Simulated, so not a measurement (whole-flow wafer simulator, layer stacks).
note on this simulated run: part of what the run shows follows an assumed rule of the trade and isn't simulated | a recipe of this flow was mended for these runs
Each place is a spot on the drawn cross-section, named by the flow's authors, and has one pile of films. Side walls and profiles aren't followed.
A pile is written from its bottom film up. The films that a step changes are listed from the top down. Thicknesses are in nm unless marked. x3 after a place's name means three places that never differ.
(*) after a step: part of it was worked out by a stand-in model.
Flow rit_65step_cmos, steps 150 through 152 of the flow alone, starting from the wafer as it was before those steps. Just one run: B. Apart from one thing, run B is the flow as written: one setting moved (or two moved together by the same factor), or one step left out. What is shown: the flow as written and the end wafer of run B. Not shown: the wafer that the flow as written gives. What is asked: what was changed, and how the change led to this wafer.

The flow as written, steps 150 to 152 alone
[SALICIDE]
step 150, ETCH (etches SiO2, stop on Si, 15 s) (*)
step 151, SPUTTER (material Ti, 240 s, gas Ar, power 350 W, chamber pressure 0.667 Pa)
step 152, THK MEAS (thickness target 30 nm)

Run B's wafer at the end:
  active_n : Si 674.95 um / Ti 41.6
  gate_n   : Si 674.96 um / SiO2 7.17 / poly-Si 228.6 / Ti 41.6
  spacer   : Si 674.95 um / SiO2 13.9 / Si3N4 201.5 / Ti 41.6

What caused this: step 151, SPUTTER: 333 s was run, whereas the flow has 240 s.

The path from the change to this, step by step:
  step 151, SPUTTER (material Ti, 240 s, gas Ar, power 350 W, chamber pressure 0.667 Pa)
      field, field_pw, field_nw and 11 more: +41.6 Ti (new film) (as written it would have been: +30 Ti (new film))
